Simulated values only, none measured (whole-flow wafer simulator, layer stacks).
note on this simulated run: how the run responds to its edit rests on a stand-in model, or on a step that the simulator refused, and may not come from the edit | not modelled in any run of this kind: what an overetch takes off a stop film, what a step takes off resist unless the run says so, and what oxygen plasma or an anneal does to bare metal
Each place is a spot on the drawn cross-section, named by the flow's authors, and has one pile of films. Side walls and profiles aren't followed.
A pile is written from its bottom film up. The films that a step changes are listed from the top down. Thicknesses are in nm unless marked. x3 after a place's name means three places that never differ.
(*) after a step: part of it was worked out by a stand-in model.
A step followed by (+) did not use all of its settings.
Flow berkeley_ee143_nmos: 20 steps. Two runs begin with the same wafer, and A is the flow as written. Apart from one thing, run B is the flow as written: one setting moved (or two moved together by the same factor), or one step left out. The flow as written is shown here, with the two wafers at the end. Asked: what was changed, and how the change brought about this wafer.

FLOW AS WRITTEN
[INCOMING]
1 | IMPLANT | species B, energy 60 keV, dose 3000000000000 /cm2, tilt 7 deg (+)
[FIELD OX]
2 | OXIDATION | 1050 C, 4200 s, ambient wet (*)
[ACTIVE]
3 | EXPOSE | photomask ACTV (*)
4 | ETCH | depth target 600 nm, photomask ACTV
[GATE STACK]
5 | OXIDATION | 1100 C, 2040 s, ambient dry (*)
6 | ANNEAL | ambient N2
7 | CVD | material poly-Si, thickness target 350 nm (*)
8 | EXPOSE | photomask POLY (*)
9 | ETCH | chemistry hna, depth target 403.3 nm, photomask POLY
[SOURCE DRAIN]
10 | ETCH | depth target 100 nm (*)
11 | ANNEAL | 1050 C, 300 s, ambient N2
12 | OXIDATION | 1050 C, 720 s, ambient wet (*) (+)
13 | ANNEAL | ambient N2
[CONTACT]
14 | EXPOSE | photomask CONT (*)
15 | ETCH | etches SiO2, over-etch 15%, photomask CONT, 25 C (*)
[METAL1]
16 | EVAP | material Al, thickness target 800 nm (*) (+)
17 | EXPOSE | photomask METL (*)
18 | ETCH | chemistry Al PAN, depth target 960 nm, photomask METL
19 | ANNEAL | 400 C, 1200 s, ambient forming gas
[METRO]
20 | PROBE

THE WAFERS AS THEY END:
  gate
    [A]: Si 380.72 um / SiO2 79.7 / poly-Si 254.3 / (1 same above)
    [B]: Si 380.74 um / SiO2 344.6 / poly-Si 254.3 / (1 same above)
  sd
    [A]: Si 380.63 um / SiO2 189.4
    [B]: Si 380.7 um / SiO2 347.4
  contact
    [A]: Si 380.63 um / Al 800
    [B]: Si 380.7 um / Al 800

The reason: step 4, ETCH: depth target 240 nm was run, though the flow has depth target 600 nm.

How this came from the change, step by step:
  4 | ETCH | depth target 600 nm, photomask ACTV
      gate, sd, contact: A -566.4 SiO2 (all of it) | B -240 SiO2
  5 | OXIDATION | 1100 C, 2040 s, ambient dry (*)
      gate, sd, contact: A +79.7 SiO2 (new film), -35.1 Si | B +18.2 SiO2, -8.02 Si
  10 | ETCH | depth target 100 nm (*)
      sd, contact: A -79.7 SiO2 (all of it) | B -100 SiO2
  12 | OXIDATION | 1050 C, 720 s, ambient wet (*) (+)
      sd, contact: A +189.4 SiO2 (new film), -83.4 Si | B +102.9 SiO2, -45.3 Si
  15 | ETCH | etches SiO2, over-etch 15%, photomask CONT, 25 C (*)
      contact: A -189.4 SiO2 (all of it) | B -347.4 SiO2 (all of it)
